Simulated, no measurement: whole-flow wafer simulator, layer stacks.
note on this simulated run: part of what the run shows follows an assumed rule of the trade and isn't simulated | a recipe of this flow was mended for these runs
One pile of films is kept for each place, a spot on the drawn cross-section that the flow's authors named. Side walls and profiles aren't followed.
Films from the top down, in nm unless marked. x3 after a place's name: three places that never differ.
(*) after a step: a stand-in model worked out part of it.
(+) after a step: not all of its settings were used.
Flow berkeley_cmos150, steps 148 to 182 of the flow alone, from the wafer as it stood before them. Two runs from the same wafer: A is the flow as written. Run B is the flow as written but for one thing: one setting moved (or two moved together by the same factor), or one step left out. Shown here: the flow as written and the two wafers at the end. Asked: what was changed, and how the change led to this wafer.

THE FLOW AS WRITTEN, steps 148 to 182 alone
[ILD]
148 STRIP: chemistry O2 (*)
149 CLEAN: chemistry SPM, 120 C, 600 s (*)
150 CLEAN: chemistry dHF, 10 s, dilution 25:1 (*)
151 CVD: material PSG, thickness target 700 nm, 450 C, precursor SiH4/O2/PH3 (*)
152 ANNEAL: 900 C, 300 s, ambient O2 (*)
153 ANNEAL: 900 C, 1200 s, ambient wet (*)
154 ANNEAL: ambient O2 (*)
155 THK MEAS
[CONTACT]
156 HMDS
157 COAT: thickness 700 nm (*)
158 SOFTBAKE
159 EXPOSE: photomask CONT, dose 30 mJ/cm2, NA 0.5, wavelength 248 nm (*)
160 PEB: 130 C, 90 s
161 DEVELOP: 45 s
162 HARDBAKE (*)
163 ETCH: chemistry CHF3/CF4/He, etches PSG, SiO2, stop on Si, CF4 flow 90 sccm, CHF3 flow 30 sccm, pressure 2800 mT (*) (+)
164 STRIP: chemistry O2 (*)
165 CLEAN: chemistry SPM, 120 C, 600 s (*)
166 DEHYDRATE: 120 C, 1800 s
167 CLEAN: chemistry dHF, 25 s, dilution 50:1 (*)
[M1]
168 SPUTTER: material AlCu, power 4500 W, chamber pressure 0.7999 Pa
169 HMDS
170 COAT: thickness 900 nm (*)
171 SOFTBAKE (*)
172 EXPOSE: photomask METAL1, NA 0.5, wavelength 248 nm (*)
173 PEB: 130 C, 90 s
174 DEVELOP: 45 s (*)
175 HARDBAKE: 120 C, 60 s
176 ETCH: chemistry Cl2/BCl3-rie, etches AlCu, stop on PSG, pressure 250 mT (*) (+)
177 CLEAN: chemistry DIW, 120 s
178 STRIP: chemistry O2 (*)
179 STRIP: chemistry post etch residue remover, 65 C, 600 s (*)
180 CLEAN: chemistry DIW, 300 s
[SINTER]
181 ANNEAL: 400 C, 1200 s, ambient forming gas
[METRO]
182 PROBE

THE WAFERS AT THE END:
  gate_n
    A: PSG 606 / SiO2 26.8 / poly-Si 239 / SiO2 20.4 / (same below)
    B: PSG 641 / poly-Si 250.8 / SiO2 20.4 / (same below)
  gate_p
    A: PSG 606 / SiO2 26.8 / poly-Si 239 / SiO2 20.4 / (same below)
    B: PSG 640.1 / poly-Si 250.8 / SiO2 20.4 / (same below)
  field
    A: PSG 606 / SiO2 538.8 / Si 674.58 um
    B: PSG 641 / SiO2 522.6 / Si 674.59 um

The cause: step 153, ANNEAL: 900 C, 1200 s, ambient wet (*), was left out.

How the change led to this, step by step:
  163 ETCH: chemistry CHF3/CF4/He, etches PSG, SiO2, stop on Si, CF4 flow 90 sccm, CHF3 flow 30 sccm, pressure 2800 mT (*) (+)
      contact: A PSG -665 (all of it), SiO2 -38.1 (all of it), Si -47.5 | B PSG -700 (all of it), SiO2 -15.3 (all of it), Si -47.5
  170 COAT: thickness 900 nm (*)
      sd_n: A thick-KrF-resist +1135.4 (new film) | B thick-KrF-resist +937.9 (new film)
  173 PEB: 130 C, 90 s
      sd_n: A thick-KrF-resist -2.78 | B thick-KrF-resist -2.21
  174 DEVELOP: 45 s (*)
      sd_n: A thick-KrF-resist -1132.6 (all of it), AlCu -10 | B thick-KrF-resist -935.7 (all of it), AlCu -10
  176 ETCH: chemistry Cl2/BCl3-rie, etches AlCu, stop on PSG, pressure 250 mT (*) (+)
      gate_p: A AlCu -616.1 (all of it), PSG -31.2 | B AlCu -609.4 (all of it), PSG -32.1
